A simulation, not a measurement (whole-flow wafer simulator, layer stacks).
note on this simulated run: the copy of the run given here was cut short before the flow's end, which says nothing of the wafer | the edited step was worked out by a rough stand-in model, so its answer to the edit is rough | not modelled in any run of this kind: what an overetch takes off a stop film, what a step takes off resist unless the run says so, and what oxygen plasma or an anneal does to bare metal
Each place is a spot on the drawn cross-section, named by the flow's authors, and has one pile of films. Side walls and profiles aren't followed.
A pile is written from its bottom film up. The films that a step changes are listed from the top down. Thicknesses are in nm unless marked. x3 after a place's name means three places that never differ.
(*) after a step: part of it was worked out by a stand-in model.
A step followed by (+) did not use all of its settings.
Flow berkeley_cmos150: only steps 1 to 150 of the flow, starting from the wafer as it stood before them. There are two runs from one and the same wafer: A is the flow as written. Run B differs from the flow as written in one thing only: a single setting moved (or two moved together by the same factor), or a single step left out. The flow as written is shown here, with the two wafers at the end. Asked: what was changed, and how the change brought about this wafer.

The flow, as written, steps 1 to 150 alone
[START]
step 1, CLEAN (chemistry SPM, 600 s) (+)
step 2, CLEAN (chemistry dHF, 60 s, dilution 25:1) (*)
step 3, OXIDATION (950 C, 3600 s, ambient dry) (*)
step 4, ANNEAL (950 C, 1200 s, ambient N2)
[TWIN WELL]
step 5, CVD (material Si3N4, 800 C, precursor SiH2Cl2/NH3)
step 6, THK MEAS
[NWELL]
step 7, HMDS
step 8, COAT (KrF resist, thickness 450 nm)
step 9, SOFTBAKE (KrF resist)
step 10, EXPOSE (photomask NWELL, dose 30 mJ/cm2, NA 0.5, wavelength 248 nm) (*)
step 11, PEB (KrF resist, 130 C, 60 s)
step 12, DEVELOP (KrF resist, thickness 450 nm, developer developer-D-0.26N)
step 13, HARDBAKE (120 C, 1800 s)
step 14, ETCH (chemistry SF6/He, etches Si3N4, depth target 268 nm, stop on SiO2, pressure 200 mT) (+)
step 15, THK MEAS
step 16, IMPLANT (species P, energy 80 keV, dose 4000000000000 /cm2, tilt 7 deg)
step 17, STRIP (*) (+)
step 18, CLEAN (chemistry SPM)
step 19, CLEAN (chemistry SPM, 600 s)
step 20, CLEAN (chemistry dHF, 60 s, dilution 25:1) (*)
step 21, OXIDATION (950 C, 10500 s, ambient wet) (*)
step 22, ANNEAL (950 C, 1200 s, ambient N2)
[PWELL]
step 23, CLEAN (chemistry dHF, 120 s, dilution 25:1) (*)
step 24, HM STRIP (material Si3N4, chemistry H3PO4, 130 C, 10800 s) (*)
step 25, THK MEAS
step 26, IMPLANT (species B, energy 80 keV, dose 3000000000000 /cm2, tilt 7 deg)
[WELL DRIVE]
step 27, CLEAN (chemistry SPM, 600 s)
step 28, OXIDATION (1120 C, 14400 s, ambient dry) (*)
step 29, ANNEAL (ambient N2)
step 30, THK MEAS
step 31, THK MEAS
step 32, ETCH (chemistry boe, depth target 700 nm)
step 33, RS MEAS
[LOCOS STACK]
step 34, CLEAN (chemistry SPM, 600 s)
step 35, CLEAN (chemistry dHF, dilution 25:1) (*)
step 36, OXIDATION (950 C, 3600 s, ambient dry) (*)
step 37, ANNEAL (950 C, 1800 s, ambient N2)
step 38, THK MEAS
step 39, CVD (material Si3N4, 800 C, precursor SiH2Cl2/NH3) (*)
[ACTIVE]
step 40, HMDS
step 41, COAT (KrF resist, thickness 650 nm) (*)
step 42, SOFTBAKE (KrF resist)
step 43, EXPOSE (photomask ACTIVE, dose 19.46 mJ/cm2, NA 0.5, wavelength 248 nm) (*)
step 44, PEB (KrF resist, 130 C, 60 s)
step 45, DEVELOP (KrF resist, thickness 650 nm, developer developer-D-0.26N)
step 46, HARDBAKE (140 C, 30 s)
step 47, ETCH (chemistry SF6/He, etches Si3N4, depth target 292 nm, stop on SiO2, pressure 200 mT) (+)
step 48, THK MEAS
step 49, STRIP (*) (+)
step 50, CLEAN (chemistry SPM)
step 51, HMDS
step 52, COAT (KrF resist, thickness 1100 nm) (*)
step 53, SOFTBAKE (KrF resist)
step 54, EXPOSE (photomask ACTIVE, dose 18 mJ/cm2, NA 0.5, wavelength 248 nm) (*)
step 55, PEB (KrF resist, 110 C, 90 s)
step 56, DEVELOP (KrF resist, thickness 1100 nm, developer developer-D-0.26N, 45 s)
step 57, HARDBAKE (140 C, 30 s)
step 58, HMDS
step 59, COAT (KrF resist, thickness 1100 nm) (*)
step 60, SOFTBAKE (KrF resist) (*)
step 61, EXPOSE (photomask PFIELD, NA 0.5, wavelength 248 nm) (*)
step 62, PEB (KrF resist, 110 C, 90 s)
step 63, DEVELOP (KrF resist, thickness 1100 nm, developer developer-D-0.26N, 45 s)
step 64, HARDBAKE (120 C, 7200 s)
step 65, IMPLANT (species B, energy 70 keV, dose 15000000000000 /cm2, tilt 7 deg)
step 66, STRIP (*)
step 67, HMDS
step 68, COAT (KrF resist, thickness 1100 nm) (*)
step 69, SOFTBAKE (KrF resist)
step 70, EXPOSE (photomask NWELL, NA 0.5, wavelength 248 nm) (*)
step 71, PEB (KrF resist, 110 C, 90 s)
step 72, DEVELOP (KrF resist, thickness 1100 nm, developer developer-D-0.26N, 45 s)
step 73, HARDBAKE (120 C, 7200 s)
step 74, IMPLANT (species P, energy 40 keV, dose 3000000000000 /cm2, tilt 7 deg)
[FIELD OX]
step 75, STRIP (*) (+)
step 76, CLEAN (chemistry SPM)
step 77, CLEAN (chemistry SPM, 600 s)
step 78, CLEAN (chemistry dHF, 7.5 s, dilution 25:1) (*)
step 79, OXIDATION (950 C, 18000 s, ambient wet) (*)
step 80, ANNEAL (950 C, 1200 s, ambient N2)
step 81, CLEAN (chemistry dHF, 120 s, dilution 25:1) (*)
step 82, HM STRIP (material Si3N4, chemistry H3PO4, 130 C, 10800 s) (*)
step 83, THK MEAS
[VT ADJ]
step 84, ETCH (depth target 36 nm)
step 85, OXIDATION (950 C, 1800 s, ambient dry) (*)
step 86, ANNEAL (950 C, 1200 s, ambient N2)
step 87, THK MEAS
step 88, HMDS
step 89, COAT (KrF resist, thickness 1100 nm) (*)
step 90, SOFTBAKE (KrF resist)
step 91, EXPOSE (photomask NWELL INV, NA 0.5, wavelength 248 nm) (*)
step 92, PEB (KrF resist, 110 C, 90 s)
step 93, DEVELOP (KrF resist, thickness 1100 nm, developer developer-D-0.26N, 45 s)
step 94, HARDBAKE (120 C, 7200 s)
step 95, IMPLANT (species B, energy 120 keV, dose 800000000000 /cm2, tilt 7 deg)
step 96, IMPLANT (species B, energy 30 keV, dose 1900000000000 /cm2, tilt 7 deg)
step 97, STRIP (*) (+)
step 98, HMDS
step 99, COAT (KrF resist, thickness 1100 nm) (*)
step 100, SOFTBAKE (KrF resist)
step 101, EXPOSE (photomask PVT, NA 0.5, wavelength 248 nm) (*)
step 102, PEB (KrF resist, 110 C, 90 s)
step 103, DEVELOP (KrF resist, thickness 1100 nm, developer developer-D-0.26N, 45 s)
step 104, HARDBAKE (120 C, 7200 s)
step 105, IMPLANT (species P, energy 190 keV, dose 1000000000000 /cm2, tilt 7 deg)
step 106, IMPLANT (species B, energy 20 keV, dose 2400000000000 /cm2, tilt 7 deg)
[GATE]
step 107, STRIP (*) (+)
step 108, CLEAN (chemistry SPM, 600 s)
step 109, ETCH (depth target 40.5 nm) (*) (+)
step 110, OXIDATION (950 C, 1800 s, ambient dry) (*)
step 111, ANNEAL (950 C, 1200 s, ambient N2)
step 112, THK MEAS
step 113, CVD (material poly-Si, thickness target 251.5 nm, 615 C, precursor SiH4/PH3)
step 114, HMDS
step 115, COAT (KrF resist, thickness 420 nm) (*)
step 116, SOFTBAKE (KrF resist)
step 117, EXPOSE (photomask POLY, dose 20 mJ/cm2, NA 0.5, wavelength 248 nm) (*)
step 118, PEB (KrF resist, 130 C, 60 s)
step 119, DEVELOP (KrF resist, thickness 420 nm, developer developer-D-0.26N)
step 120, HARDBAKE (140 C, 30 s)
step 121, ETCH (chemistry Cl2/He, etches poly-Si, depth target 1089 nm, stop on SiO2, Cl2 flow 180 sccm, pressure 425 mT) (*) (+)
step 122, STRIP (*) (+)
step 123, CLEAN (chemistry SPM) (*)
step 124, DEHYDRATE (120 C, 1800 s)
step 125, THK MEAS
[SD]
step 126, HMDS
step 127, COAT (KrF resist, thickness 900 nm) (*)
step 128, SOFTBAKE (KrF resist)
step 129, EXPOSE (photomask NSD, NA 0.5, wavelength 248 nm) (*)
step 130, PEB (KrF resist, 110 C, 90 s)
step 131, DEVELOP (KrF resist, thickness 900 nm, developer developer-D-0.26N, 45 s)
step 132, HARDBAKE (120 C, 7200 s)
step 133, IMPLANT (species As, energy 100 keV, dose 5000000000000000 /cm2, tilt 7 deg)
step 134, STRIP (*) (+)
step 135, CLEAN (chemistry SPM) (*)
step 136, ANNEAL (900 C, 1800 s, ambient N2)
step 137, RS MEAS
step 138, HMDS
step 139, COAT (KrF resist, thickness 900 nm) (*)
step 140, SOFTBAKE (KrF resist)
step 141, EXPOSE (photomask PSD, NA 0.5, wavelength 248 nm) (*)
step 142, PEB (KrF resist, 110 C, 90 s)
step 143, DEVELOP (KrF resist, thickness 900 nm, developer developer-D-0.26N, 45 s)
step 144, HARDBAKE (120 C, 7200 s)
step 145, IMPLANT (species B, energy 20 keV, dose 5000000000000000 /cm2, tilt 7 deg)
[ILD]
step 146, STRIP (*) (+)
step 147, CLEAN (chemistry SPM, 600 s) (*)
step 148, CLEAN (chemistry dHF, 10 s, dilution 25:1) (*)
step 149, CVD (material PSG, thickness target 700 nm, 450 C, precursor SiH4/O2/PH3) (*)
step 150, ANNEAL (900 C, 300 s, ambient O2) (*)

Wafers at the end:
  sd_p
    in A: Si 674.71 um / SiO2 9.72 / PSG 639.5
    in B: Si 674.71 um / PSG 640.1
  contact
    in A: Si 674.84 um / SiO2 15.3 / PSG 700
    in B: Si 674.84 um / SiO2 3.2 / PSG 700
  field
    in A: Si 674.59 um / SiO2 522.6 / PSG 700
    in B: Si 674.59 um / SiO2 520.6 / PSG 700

What caused this: step 110, OXIDATION: 860 C was run, while the flow as written has 950 C.

Step by step, how the change led to this:
  step 110, OXIDATION (950 C, 1800 s, ambient dry) (*)
      sd_n, gate_n, sd_p, gate_p, contact, m1: A +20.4 SiO2 (new film), -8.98 Si | B +8.3 SiO2 (new film), -3.65 Si
      field, field_p: A +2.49 SiO2, -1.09 Si | B +0.53 SiO2, -0.24 Si
  step 148, CLEAN (chemistry dHF, 10 s, dilution 25:1) (*)
      sd_p: A -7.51 SiO2 | B -5.11 SiO2 (all of it)
